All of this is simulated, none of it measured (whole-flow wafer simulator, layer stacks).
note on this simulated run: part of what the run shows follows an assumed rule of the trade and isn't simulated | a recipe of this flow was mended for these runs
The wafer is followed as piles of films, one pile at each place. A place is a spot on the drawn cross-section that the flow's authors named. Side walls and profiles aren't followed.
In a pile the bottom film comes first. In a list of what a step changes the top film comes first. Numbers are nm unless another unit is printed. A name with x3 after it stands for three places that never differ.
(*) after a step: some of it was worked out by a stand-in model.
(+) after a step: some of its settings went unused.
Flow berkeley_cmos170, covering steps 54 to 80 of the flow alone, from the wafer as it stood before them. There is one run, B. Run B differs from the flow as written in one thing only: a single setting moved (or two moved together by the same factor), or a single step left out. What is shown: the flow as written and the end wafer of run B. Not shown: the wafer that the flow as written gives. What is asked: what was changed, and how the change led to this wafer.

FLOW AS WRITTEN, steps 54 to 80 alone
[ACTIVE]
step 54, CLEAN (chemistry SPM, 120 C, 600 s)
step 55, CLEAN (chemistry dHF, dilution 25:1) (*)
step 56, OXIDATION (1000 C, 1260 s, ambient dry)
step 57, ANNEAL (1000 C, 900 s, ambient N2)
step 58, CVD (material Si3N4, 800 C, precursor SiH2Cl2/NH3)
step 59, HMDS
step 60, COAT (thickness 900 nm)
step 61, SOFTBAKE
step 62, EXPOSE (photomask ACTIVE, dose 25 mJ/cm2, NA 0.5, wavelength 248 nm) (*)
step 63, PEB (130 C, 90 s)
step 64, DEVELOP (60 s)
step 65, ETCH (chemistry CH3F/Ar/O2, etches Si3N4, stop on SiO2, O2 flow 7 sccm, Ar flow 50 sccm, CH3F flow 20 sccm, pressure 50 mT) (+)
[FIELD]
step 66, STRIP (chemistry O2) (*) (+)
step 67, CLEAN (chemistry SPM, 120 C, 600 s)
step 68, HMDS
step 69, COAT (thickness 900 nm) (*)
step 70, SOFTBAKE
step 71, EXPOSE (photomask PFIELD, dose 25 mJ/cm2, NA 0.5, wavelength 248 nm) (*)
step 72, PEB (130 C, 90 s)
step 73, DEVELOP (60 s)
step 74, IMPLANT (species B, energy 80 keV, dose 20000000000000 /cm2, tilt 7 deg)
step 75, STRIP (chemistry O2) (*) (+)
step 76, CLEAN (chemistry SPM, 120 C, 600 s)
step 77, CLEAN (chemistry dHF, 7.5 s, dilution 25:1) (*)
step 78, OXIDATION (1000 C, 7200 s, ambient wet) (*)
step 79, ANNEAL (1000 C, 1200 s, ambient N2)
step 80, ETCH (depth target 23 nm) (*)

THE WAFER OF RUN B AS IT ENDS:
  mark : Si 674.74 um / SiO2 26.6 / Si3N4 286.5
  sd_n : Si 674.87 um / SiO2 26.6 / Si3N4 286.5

What caused this: step 58, CVD: 835 C was run, though the flow has 800 C.

Step by step, how the change led to this:
  step 58, CVD (material Si3N4, 800 C, precursor SiH2Cl2/NH3)
      field, mark, sd_n and 10 more: Si3N4 gains 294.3 (new film) (as written it would have been: Si3N4 gains 220 (new film))
  step 65, ETCH (chemistry CH3F/Ar/O2, etches Si3N4, stop on SiO2, O2 flow 7 sccm, Ar flow 50 sccm, CH3F flow 20 sccm, pressure 50 mT) (+)
      mark, sd_n, spacer_n and 9 more: KrF-resist loses 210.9 (as written it would have been: KrF-resist loses 161.3)
      field: Si3N4 loses 294.3 (all of it), SiO2 loses 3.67 (as written it would have been: Si3N4 loses 220 (all of it), SiO2 loses 3.67)
  step 66, STRIP (chemistry O2) (*) (+)
      mark, sd_n, spacer_n and 9 more: KrF-resist loses 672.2 (all of it) (as written it would have been: KrF-resist loses 721.7 (all of it))
  step 69, COAT (thickness 900 nm) (*)
      field: KrF-resist gains 977.2 (new film) (as written it would have been: KrF-resist gains 957.2 (new film))
      sd_n: KrF-resist gains 748.2 (new film) (as written it would have been: KrF-resist gains 784.1 (new film))
      (as well as at 10 more places)
  step 73, DEVELOP (60 s)
      field: KrF-resist loses 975 (all of it) (as written it would have been: KrF-resist loses 955 (all of it))
  step 75, STRIP (chemistry O2) (*) (+)
      sd_n: KrF-resist loses 731.6 (all of it) (as written it would have been: KrF-resist loses 767.4 (all of it))
      spacer_n: KrF-resist loses 778.7 (all of it) (as written it would have been: KrF-resist loses 803.4 (all of it))
      (as well as at 9 more places)
  step 78, OXIDATION (1000 C, 7200 s, ambient wet) (*)
      sd_n, sd_p: SiO2 gains 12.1 (new film), Si3N4 loses 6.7 (as written it would have been: SiO2 gains 12.1 (new film), Si3N4 loses 6.7, SiO2 gains 0.07, Si loses 0.07)
